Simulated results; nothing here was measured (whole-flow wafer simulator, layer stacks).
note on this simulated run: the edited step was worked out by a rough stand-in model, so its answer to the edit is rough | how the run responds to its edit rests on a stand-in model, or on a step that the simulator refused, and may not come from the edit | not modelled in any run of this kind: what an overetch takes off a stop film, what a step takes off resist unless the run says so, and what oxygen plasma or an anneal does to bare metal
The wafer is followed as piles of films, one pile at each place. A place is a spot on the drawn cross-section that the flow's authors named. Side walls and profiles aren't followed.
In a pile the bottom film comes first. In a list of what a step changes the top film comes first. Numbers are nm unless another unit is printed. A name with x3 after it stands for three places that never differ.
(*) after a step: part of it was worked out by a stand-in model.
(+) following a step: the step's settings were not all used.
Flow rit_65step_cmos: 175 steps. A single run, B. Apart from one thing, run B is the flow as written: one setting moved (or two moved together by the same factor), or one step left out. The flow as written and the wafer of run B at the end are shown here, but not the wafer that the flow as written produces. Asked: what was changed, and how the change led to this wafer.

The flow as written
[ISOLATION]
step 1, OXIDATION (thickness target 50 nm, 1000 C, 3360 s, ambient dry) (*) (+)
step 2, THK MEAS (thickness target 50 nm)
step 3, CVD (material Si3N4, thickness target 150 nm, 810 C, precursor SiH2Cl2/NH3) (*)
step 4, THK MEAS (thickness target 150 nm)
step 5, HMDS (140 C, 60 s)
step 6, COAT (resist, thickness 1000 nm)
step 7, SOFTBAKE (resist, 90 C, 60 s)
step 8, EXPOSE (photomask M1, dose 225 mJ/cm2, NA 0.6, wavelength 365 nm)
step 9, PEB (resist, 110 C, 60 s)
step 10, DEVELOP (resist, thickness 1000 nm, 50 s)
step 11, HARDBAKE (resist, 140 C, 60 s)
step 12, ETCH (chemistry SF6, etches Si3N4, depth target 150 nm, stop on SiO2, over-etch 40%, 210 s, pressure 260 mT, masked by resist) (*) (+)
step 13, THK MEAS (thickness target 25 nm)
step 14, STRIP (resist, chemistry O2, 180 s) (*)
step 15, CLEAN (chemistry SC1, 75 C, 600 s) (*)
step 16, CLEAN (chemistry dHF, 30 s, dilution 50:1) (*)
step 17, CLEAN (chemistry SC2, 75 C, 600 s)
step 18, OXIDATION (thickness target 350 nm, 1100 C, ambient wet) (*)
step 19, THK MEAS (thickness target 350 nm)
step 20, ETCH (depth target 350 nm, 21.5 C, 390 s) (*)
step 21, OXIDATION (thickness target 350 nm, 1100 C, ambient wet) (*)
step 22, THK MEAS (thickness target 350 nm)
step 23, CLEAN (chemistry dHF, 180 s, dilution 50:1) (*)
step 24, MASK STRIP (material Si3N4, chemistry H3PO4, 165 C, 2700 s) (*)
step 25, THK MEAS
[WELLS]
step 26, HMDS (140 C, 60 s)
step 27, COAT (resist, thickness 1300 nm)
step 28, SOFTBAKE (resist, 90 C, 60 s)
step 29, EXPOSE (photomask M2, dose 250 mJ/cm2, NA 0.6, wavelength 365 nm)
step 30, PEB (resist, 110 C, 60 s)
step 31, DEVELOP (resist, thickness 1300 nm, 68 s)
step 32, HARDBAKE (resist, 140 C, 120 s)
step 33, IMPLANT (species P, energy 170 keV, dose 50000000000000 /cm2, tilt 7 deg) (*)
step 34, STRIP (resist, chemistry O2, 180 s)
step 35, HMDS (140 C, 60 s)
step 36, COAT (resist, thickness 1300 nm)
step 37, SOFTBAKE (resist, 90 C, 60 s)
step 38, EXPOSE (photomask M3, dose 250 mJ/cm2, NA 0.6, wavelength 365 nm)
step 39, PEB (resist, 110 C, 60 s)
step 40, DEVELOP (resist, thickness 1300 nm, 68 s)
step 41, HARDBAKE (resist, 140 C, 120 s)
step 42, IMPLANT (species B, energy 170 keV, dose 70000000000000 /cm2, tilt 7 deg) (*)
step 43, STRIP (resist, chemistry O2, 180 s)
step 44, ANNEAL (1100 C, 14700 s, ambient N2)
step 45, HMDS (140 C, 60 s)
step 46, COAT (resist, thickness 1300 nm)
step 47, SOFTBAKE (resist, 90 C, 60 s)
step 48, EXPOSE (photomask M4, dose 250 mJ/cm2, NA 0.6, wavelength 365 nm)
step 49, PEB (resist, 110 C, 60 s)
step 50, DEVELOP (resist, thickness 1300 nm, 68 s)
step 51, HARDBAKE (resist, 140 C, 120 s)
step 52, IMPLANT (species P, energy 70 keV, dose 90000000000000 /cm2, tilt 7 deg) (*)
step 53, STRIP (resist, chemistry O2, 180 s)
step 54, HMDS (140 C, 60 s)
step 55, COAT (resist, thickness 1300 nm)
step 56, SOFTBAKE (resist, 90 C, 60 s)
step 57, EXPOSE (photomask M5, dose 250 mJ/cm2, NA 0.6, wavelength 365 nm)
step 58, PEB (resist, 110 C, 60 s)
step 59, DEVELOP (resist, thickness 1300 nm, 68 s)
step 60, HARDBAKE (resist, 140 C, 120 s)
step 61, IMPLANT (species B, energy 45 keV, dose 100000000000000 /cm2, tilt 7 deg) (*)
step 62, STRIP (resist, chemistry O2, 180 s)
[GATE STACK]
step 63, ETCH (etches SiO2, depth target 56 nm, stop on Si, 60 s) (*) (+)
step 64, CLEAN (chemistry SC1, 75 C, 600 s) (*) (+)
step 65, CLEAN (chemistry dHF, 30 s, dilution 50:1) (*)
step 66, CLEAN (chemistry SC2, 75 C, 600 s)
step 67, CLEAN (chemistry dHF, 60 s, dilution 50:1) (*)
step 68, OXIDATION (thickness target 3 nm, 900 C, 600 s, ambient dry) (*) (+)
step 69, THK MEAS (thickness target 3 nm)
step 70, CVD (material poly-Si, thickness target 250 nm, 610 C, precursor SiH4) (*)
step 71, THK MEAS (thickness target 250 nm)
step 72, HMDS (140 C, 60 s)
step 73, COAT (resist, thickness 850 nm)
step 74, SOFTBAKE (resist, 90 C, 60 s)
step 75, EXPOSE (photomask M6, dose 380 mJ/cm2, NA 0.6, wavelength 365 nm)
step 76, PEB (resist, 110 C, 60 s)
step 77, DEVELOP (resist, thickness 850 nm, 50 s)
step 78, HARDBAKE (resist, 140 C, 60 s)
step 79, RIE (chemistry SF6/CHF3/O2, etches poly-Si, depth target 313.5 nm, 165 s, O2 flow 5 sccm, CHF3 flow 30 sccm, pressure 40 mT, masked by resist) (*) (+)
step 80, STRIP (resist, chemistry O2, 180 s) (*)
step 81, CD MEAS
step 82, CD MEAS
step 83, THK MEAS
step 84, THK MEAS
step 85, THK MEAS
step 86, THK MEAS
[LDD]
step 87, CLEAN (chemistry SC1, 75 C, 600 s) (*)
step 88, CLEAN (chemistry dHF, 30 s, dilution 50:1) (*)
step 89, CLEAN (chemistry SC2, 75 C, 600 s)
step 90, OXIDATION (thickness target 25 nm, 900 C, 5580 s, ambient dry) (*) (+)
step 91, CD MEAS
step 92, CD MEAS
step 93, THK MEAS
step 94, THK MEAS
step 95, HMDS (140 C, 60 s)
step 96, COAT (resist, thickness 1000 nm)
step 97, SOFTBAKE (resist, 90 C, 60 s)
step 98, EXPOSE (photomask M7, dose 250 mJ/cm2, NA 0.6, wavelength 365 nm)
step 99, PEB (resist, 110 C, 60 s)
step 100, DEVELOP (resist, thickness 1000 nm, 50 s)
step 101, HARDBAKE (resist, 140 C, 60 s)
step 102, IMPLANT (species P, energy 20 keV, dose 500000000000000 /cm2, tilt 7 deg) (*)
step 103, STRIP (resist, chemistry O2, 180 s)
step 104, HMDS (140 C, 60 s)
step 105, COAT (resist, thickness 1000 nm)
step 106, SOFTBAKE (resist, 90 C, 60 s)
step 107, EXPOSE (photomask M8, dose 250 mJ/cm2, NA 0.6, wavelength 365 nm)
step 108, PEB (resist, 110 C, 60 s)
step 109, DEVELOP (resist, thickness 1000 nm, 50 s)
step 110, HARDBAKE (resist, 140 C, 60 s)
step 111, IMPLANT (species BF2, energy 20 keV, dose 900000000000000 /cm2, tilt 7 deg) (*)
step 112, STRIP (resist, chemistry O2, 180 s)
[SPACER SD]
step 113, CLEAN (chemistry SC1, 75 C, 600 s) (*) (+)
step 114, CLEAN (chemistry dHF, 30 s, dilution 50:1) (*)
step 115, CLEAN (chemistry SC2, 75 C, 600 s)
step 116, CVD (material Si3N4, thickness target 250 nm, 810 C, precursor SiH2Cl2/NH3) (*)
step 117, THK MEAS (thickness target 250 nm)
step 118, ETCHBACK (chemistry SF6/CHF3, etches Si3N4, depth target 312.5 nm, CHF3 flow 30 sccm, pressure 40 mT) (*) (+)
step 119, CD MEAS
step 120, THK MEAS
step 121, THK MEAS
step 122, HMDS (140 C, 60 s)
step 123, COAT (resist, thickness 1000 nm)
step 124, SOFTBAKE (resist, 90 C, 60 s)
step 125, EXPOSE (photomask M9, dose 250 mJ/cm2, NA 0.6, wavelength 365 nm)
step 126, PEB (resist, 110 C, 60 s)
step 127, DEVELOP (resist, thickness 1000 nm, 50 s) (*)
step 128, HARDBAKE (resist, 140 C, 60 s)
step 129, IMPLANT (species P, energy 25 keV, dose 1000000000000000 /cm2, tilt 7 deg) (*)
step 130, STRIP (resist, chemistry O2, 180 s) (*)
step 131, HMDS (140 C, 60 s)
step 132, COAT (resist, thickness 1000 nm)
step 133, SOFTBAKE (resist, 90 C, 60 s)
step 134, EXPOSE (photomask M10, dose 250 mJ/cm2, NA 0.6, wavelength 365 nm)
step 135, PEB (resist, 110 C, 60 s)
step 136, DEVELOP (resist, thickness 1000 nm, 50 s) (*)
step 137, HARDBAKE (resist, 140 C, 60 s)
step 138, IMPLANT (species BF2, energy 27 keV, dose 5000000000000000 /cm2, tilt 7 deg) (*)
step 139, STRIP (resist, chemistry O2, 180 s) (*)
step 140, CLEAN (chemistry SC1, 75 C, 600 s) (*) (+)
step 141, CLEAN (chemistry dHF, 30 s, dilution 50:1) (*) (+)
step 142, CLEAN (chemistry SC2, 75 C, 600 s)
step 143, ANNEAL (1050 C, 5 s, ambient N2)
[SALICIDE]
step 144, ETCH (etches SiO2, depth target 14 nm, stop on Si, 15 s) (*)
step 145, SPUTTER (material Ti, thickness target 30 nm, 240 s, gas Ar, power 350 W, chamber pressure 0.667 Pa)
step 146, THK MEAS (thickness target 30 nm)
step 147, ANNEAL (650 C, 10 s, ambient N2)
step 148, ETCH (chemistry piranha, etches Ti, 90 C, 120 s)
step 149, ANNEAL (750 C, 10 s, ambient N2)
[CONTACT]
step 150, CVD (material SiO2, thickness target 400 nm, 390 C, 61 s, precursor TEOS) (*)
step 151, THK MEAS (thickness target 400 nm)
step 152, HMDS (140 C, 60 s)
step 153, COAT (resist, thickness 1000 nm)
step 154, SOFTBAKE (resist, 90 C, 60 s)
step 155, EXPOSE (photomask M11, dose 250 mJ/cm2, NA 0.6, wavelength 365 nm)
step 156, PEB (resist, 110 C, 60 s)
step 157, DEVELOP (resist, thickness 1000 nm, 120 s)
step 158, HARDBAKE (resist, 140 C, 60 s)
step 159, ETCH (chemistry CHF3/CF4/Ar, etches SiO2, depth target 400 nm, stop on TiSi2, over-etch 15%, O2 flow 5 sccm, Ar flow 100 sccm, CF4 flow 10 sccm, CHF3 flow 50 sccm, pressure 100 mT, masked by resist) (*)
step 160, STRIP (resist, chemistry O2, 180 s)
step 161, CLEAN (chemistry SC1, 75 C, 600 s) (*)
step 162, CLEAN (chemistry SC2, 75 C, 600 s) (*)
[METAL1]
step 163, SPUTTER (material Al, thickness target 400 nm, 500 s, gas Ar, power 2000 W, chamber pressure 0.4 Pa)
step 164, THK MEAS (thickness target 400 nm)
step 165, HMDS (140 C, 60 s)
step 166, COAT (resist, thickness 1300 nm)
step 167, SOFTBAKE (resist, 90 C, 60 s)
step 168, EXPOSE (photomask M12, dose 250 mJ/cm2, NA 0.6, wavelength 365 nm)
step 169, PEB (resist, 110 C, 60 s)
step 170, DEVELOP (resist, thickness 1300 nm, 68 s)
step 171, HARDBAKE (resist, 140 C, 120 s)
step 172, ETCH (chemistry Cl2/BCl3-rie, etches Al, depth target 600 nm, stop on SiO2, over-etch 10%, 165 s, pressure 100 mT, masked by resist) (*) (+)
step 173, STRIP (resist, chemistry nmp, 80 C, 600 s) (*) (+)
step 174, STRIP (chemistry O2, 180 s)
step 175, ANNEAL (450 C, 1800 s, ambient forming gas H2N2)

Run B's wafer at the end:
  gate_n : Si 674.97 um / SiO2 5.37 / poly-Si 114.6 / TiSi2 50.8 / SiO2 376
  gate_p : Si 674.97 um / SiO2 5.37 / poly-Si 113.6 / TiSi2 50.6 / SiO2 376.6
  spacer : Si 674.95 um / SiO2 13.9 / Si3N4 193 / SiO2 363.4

Cause: step 68, OXIDATION: 360 s was run, whereas the flow has 600 s.

The path from the change to this, step by step:
  step 68, OXIDATION (thickness target 3 nm, 900 C, 600 s, ambient dry) (*) (+)
      active_n, active_p, gate_n and 7 more: SiO2 gains 5.37 (new film), Si loses 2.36 (as written it would have been: SiO2 gains 7.17 (new film), Si loses 3.16)
  step 79, RIE (chemistry SF6/CHF3/O2, etches poly-Si, depth target 313.5 nm, 165 s, O2 flow 5 sccm, CHF3 flow 30 sccm, pressure 40 mT, masked by resist) (*) (+)
      active_n, active_p, spacer, spacer_p, sd_n, sd_p, contact, m1: poly-Si loses 250 (all of it), SiO2 loses 5.37 (all of it) (as written it would have been: poly-Si loses 250 (all of it), SiO2 loses 7.17 (all of it))
  step 118, ETCHBACK (chemistry SF6/CHF3, etches Si3N4, depth target 312.5 nm, CHF3 flow 30 sccm, pressure 40 mT) (*) (+)
      spacer, spacer_p: Si3N4 loses 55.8 (as written it would have been: Si3N4 loses 54)
